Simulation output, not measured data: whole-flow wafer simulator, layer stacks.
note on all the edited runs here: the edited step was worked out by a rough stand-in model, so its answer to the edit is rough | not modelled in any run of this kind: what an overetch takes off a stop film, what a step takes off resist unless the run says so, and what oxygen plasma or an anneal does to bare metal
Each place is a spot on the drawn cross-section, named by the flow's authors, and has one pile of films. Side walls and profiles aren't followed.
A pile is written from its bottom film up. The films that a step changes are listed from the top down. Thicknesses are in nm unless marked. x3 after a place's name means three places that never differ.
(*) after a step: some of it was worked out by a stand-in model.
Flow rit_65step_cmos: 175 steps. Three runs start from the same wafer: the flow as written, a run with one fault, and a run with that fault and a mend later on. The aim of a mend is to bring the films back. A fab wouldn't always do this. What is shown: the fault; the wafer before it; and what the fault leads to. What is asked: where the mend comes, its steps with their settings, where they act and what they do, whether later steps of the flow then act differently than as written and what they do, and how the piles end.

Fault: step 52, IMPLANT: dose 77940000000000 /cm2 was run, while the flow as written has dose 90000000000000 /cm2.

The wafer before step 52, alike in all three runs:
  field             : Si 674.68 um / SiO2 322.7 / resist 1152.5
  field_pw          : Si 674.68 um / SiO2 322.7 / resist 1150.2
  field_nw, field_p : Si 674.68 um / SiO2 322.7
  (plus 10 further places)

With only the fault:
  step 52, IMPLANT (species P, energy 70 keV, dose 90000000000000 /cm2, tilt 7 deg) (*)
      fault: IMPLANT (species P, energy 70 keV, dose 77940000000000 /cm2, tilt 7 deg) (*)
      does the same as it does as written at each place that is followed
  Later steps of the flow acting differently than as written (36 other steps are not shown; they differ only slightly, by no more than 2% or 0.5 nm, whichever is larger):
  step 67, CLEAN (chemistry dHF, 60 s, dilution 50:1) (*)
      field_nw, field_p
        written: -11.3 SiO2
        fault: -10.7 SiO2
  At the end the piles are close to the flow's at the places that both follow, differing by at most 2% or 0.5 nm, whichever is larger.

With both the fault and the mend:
  The mend follows step 53.
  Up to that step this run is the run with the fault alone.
  step 53a, HMDS (140 C, 60 s) (the flow's step 45, run once more)
      alters no film at any place that is followed
  step 53b, COAT (resist, thickness 1300 nm) (the flow's step 46, run once more)
      gate_n, gate_p, spacer, spacer_p, contact
        +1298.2 resist (new film)
      active_n, active_p, sd_p
        +1297.4 resist (new film)
      field_pw, field_nw
        +1313 resist (new film)
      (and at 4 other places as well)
  step 53c, SOFTBAKE (resist, 90 C, 60 s) (the flow's step 47, run once more)
      alters no film at any place that is followed
  step 53d, EXPOSE (photomask M4, dose 250 mJ/cm2, NA 0.6, wavelength 365 nm) (the flow's step 48, run once more)
      alters no film at any place that is followed
  step 53e, PEB (resist, 110 C, 60 s) (the flow's step 49, run once more)
      gate_n, gate_p, spacer, spacer_p, contact, m1
        -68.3 resist
      active_n, active_p, sd_n, sd_p
        -68.2 resist
      field, field_p
        -69.2 resist
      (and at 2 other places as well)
  step 53f, DEVELOP (resist, thickness 1300 nm, 68 s) (the flow's step 50, run once more)
      gate_p, spacer_p
        -1229.9 resist (all of it)
      field_nw
        -1243.9 resist (all of it)
      field_p
        -1246.4 resist (all of it)
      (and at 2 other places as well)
  step 53g, HARDBAKE (resist, 140 C, 120 s) (the flow's step 51, run once more)
      active_n, gate_n, spacer, contact, m1
        -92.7 resist
      field
        -94 resist
      field_pw
        -93.8 resist
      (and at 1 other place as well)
  step 53h, IMPLANT (species P, energy 70 keV, dose 12060000000000 /cm2, tilt 7 deg) (*) (the flow's step 52, run once more with other settings)
      alters no film at any place that is followed
  step 53i, STRIP (resist, chemistry O2, 180 s) (the flow's step 53, run once more)
      gate_n, spacer, contact
        -1137.2 resist (all of it)
      field
        -1152.5 resist (all of it)
      field_pw
        -1150.2 resist (all of it)
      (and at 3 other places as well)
  Every later step of the flow that is run acts as written at every place that is followed.
  At every place that both follow, the piles at the end match the flow's.
